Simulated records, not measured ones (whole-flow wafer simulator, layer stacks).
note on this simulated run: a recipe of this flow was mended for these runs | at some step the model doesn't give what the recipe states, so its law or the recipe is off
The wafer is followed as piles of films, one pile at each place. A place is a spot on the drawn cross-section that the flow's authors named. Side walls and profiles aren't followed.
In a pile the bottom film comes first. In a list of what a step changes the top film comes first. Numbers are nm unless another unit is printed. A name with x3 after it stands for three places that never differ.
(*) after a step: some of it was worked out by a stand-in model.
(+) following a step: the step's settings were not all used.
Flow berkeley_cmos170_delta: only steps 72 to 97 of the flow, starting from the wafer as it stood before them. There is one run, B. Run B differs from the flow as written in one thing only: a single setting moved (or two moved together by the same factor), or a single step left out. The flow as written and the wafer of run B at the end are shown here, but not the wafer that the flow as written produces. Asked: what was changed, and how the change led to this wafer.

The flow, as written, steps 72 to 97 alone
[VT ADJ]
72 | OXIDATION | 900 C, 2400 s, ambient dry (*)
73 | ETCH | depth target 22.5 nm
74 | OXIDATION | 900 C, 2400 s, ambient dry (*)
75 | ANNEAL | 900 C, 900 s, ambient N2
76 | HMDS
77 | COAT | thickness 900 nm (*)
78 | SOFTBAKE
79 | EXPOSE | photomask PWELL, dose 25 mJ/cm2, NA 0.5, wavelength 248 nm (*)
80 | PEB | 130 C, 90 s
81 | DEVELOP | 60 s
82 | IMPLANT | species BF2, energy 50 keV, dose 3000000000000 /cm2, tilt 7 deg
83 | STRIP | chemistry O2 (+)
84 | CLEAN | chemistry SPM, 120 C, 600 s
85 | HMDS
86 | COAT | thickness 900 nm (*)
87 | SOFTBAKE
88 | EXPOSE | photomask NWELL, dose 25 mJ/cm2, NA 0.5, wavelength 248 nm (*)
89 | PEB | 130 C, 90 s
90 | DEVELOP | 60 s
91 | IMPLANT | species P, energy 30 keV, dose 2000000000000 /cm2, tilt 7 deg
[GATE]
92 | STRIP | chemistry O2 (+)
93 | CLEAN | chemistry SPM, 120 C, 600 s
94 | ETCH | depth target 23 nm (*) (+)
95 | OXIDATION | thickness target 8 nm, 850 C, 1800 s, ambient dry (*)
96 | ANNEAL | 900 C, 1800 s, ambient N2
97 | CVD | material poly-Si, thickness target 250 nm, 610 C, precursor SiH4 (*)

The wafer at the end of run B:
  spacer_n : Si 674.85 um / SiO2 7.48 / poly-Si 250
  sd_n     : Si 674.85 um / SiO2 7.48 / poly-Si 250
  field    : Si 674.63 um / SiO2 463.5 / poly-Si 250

Cause: step 73, ETCH: depth target 7.875 nm was run, whereas the flow has depth target 22.5 nm.

How this came from the change, step by step:
  73 | ETCH | depth target 22.5 nm
      sd_n, spacer_n, gate, sd_p, spacer_p, gate_p, contact, m1: -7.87 SiO2 (as written it would have been: -14.9 SiO2 (all of it))
      field: -7.88 SiO2 (as written it would have been: -22.5 SiO2)
  74 | OXIDATION | 900 C, 2400 s, ambient dry (*)
      sd_n, spacer_n, gate, sd_p, spacer_p, gate_p, contact, m1: +10.5 SiO2, -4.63 Si (as written it would have been: +14.9 SiO2 (new film), -6.57 Si)
  94 | ETCH | depth target 23 nm (*) (+)
      sd_n, spacer_n, gate, sd_p, spacer_p, gate_p, contact, m1: -17.6 SiO2 (all of it) (as written it would have been: -14.9 SiO2 (all of it))
